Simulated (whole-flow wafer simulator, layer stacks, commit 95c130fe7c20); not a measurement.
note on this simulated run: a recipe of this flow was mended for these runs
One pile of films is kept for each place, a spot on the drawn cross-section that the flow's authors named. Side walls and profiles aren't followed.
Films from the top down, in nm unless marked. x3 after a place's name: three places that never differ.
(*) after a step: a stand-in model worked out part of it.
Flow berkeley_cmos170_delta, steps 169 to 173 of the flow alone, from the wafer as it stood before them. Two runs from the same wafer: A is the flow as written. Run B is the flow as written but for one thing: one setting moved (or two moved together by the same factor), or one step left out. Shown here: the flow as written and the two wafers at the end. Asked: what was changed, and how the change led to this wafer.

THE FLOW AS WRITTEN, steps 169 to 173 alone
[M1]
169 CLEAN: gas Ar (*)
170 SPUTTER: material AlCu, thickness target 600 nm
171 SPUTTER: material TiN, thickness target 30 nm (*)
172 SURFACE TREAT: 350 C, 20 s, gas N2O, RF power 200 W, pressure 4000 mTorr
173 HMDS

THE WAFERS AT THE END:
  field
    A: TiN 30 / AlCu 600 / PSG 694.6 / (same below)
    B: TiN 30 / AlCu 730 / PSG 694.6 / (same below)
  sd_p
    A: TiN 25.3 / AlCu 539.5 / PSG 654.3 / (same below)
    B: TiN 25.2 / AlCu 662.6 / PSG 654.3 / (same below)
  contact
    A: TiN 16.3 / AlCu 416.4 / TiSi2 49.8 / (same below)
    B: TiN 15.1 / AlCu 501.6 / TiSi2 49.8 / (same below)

The cause: step 170, SPUTTER: thickness target 730 nm was run, where the flow has thickness target 600 nm.
It can be read off the wafer: field has AlCu 730, and step 170 as written asks for 600 nm.

How the change led to this, step by step:
  170 SPUTTER: material AlCu, thickness target 600 nm
      field, sd_n, spacer_n, gate, spacer_p, gate_p, m1: A AlCu +600 (new film) | B AlCu +730 (new film)
      sd_p: A AlCu +539.5 (new film) | B AlCu +662.6 (new film)
      (and at 1 more place)
  171 SPUTTER: material TiN, thickness target 30 nm (*)
      contact: A TiN +16.3 (new film) | B TiN +15.1 (new film)
